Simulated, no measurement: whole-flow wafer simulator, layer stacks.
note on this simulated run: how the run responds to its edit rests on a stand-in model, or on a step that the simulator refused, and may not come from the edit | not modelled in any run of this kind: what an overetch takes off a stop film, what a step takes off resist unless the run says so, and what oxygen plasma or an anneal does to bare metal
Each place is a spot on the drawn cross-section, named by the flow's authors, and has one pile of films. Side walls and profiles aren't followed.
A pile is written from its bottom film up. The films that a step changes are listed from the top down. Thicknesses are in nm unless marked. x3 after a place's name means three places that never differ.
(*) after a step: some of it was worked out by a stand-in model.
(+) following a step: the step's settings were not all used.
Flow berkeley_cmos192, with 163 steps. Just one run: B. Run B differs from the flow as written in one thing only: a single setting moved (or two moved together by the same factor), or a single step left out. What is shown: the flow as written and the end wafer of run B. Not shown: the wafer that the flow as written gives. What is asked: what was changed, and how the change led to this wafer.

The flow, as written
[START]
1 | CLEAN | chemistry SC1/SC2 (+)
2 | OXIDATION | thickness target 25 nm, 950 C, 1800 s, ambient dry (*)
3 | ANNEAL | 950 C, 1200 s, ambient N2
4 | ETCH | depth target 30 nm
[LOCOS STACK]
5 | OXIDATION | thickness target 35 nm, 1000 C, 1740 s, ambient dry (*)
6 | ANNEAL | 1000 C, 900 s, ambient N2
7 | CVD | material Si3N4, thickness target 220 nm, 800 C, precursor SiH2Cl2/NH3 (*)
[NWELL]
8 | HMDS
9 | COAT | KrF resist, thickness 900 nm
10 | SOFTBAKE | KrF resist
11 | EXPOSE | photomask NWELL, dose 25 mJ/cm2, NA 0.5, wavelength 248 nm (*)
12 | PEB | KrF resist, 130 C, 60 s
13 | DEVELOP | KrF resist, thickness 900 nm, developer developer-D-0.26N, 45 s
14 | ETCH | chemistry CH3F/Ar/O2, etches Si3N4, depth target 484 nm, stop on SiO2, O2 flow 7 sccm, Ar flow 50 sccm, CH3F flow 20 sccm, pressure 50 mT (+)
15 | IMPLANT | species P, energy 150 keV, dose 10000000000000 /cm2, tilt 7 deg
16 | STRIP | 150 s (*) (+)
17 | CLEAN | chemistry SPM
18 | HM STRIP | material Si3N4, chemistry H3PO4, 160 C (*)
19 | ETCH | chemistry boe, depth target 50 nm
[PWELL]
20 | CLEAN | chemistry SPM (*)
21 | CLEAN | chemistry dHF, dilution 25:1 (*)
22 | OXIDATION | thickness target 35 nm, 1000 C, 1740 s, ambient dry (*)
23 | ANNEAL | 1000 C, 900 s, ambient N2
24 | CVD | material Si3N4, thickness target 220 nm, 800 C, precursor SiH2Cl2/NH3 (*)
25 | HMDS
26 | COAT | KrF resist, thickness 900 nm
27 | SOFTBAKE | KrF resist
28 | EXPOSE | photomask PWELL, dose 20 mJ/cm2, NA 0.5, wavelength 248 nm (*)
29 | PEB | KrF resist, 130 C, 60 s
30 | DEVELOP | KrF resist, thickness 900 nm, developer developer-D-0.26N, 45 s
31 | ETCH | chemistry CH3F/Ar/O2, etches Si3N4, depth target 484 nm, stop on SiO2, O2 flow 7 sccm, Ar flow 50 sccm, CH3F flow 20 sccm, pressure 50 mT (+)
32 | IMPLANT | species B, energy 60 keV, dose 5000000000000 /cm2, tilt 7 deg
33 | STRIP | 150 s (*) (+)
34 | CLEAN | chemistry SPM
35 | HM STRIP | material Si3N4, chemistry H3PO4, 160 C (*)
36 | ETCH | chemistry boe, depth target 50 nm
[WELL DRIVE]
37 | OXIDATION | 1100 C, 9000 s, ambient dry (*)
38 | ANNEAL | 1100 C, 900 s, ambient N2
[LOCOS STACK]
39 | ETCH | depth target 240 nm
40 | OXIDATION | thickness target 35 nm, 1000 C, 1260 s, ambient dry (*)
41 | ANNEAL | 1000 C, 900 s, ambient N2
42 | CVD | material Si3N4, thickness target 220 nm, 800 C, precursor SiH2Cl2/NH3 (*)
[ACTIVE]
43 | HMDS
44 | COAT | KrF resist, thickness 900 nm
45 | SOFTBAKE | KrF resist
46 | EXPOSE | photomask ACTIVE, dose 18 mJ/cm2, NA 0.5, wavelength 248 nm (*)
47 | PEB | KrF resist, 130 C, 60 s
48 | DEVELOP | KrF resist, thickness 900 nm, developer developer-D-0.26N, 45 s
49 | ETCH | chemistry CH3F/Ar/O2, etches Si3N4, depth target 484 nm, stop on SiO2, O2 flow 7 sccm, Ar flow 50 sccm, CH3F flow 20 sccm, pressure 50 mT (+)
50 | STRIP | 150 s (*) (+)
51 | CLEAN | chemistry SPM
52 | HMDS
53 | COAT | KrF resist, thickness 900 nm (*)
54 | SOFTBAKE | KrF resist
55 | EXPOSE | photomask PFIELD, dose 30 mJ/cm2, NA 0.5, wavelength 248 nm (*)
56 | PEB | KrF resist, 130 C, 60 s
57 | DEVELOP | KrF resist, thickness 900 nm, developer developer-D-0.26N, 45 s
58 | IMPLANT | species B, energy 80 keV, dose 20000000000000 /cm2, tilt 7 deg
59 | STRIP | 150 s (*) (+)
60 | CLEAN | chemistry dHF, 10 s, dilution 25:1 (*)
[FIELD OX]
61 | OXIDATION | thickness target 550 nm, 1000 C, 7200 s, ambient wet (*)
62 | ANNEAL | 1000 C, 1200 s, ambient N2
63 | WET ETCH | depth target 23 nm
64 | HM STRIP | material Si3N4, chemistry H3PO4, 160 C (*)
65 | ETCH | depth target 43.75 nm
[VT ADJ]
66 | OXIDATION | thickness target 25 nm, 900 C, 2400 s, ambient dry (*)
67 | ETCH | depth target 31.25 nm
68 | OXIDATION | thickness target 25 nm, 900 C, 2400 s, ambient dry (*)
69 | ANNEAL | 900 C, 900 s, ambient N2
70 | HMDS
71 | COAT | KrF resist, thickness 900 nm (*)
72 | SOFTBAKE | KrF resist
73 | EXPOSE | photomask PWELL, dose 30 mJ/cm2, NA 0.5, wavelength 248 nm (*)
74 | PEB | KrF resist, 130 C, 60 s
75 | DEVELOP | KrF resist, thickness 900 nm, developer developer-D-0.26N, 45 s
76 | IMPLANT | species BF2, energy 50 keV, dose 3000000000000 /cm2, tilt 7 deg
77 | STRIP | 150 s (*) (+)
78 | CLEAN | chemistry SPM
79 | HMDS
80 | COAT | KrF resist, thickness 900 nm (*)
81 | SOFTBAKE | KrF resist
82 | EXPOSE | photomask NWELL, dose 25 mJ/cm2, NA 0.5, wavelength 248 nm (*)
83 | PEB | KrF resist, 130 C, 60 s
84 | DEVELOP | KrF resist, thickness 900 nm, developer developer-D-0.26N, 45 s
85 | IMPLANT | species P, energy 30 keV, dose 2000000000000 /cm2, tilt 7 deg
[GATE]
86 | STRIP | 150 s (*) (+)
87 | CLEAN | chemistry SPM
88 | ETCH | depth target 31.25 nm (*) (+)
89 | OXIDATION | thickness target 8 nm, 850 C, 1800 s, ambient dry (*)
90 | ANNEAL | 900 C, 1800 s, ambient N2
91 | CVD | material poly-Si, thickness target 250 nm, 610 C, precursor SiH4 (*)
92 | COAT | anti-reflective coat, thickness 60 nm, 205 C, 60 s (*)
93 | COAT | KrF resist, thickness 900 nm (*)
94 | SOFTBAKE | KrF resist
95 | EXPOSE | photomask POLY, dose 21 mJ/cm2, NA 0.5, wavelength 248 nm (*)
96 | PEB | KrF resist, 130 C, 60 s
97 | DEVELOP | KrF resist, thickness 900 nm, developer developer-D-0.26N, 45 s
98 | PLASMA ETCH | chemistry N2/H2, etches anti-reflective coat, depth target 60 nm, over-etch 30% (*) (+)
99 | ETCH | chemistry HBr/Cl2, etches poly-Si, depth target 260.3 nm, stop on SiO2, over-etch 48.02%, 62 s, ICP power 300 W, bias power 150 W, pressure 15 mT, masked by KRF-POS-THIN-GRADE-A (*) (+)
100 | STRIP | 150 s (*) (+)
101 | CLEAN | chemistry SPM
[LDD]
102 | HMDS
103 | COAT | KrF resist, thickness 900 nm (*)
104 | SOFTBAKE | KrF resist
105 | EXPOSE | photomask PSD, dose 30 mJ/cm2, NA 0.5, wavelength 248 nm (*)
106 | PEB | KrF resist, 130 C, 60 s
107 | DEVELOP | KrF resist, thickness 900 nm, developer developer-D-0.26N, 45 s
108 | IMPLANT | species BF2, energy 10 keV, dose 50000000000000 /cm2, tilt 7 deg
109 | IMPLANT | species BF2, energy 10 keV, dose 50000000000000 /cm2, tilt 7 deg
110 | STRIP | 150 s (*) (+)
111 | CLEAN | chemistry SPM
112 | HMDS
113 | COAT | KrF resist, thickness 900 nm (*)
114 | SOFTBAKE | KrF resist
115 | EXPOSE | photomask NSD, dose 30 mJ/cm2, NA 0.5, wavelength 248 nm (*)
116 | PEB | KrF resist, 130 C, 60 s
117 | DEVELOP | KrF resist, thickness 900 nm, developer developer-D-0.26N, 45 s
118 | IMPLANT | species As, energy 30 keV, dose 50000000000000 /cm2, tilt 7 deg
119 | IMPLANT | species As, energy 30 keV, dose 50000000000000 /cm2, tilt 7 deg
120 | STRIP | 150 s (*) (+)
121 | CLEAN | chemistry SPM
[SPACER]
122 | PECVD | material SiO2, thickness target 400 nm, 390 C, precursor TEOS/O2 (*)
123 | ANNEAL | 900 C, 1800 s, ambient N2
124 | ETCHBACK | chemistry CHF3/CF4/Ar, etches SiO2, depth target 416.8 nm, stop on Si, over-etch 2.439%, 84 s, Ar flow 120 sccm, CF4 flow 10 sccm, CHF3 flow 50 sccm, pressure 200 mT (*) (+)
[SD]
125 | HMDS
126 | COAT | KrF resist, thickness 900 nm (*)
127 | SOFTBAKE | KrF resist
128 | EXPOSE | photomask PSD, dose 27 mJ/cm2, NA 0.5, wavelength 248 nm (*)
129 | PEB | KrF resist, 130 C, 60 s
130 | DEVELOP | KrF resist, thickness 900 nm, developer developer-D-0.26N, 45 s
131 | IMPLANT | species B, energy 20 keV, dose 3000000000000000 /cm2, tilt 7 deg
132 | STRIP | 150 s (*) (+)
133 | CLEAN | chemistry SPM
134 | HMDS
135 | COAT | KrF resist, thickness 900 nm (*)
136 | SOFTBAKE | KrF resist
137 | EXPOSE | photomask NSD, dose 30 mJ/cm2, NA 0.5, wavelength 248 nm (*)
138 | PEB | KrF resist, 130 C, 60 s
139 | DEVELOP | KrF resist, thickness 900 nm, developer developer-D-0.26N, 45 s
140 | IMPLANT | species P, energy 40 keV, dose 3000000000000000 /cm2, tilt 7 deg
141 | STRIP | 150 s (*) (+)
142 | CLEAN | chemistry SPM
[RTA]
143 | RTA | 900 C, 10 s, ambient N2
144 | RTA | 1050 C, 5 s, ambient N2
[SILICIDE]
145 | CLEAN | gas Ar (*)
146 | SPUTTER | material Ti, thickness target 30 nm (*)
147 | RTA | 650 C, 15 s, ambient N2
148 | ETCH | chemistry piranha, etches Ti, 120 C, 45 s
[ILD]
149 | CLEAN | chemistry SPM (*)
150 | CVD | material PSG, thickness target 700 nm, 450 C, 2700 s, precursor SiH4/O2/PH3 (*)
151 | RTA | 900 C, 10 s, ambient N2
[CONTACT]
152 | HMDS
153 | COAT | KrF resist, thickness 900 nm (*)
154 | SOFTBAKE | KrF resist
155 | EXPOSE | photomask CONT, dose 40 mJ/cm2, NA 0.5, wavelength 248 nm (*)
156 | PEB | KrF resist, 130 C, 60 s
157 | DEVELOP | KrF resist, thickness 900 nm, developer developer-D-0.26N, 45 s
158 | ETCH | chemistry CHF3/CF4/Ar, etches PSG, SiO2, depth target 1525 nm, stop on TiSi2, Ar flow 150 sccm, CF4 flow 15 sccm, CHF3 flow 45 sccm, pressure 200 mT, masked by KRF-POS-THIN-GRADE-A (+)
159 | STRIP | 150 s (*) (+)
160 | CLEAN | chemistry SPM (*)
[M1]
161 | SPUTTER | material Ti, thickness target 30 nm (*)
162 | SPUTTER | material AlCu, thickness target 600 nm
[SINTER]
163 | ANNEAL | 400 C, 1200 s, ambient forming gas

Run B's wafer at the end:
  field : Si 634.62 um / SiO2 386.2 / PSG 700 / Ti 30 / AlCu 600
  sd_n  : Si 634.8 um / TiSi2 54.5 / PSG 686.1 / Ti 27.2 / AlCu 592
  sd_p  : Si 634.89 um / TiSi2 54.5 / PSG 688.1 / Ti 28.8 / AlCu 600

The reason: step 35, HM STRIP: material Si3N4, chemistry H3PO4, 160 C (*), was not run.

The path from the change to this, step by step:
  36 | ETCH | chemistry boe, depth target 50 nm
      sd_p, spacer_p, gate_p, m1: nothing (in the flow as written it would be: -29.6 SiO2 (all of it))
      field, sd_n, spacer_n, gate, contact: -28 SiO2 (all of it) (in the flow as written it would be: -18.5 SiO2 (all of it))
  37 | OXIDATION | 1100 C, 9000 s, ambient dry (*)
      spacer_p, gate_p, m1: nothing (in the flow as written it would be: +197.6 SiO2 (new film), -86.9 Si)
      sd_p: under 1 film: +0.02 SiO2 (in the flow as written it would be: +197.6 SiO2 (new film), -86.9 Si)
  39 | ETCH | depth target 240 nm
      sd_p, spacer_p, gate_p, m1: nothing (in the flow as written it would be: -197.6 SiO2 (all of it))
  40 | OXIDATION | thickness target 35 nm, 1000 C, 1260 s, ambient dry (*)
      sd_p, spacer_p, gate_p, m1: nothing (in the flow as written it would be: +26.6 SiO2 (new film), -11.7 Si)
  42 | CVD | material Si3N4, thickness target 220 nm, 800 C, precursor SiH2Cl2/NH3 (*)
      sd_p, spacer_p, gate_p, m1: +220 Si3N4 (in the flow as written it would be: +220 Si3N4 (new film))
  44 | COAT | KrF resist, thickness 900 nm
      sd_n: +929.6 KrF resist (new film) (in the flow as written it would be: +900 KrF resist (new film))
      sd_p: +745.6 KrF resist (new film) (in the flow as written it would be: +900 KrF resist (new film))
      (and at 4 other places as well)
  50 | STRIP | 150 s (*) (+)
      sd_n: -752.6 KrF resist (all of it) (in the flow as written it would be: -723 KrF resist (all of it))
      sd_p: -568.9 KrF resist (all of it) (in the flow as written it would be: -723 KrF resist (all of it))
      (and at 4 other places as well)
  53 | COAT | KrF resist, thickness 900 nm (*)
      sd_n: +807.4 KrF resist (new film) (in the flow as written it would be: +785.2 KrF resist (new film))
      sd_p: +663.9 KrF resist (new film) (in the flow as written it would be: +804.3 KrF resist (new film))
      (and at 4 other places as well)
  59 | STRIP | 150 s (*) (+)
      sd_n: -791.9 KrF resist (all of it) (in the flow as written it would be: -769.8 KrF resist (all of it))
      sd_p: -648.7 KrF resist (all of it) (in the flow as written it would be: -788.9 KrF resist (all of it))
      (and at 4 other places as well)
  61 | OXIDATION | thickness target 550 nm, 1000 C, 7200 s, ambient wet (*)
      sd_p: +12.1 SiO2 (new film), -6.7 Si3N4 (in the flow as written it would be: +12.1 SiO2 (new film), -6.7 Si3N4, +0.06 SiO2, -0.06 Si)
  64 | HM STRIP | material Si3N4, chemistry H3PO4, 160 C (*)
      sd_p, spacer_p, gate_p, m1: -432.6 Si3N4 (all of it), -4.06 SiO2 (in the flow as written it would be: -212.6 Si3N4 (all of it), -1.99 SiO2)
      field: -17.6 SiO2 (in the flow as written it would be: -8.64 SiO2)
  65 | ETCH | depth target 43.75 nm
      sd_p, spacer_p, gate_p, m1: -27.6 SiO2 (all of it) (in the flow as written it would be: -24.6 SiO2 (all of it))
  71 | COAT | KrF resist, thickness 900 nm (*)
      sd_p: +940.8 KrF resist (new film) (in the flow as written it would be: +993.6 KrF resist (new film))
      spacer_p: +933.4 KrF resist (new film) (in the flow as written it would be: +975.1 KrF resist (new film))
      (and at 2 other places as well)
  77 | STRIP | 150 s (*) (+)
      sd_p: -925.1 KrF resist (all of it) (in the flow as written it would be: -977.8 KrF resist (all of it))
      spacer_p: -917.7 KrF resist (all of it) (in the flow as written it would be: -959.3 KrF resist (all of it))
      (and at 2 other places as well)
  80 | COAT | KrF resist, thickness 900 nm (*)
      sd_p: +940.8 KrF resist (new film) (in the flow as written it would be: +993.6 KrF resist (new film))
      spacer_p: +933.4 KrF resist (new film) (in the flow as written it would be: +975.1 KrF resist (new film))
      (and at 2 other places as well)
  84 | DEVELOP | KrF resist, thickness 900 nm, developer developer-D-0.26N, 45 s
      sd_p: -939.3 KrF resist (all of it) (in the flow as written it would be: -992 KrF resist (all of it))
      spacer_p: -931.9 KrF resist (all of it) (in the flow as written it would be: -973.5 KrF resist (all of it))
      (and at 1 other place as well)
  ... 26 further steps ...
  162 | SPUTTER | material AlCu, thickness target 600 nm
      sd_p: +600 AlCu (new film) (in the flow as written it would be: +551.2 AlCu (new film))
      contact: +427.2 AlCu (new film) (in the flow as written it would be: +410.9 AlCu (new film))
